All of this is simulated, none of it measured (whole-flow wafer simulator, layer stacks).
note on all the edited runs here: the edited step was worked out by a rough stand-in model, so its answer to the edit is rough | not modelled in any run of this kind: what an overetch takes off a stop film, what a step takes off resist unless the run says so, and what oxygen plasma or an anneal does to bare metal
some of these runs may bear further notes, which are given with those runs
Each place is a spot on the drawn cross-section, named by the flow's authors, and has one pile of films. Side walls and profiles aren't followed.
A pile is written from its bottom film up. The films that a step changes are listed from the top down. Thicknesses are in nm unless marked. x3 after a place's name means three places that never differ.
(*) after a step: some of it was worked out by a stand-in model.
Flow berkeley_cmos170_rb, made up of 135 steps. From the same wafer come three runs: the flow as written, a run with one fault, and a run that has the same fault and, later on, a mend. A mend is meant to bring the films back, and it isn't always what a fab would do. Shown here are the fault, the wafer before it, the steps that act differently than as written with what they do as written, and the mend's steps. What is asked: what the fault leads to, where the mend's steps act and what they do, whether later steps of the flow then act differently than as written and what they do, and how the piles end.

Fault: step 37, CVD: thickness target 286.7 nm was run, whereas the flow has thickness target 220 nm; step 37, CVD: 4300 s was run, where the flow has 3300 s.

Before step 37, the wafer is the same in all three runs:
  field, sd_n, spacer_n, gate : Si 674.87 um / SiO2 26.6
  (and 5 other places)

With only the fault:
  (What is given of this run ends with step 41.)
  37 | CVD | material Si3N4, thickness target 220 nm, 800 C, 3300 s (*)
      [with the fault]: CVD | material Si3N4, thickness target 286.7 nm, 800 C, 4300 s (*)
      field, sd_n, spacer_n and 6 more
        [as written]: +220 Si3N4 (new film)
        [with the fault]: +286.7 Si3N4 (new film)
  Every later step of the flow up to step 41 that is run acts as written at every place that is followed.
  Once step 41 is done, the piles at field, sd_n, spacer_n and 6 more depart from the flow's by more than 2% or 0.5 nm, whichever is larger.
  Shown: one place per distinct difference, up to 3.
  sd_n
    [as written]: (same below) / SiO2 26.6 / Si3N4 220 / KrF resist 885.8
    [with the fault]: (same below) / SiO2 26.6 / Si3N4 286.7 / KrF resist 885.8
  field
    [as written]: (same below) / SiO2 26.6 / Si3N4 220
    [with the fault]: (same below) / SiO2 26.6 / Si3N4 286.7

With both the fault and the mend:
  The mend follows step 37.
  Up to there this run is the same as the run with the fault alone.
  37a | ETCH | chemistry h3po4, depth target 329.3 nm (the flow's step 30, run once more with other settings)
      field, sd_n, spacer_n and 6 more
        -286.7 Si3N4 (all of it)
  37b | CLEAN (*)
      does not change any film at any place that is followed
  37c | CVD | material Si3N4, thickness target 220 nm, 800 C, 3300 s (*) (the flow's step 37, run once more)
      field, sd_n, spacer_n and 6 more
        +220 Si3N4 (new film)
  Every later step of the flow that is run acts as written at every place that is followed.
  By the end, the piles equal the flow's at every place that both follow.
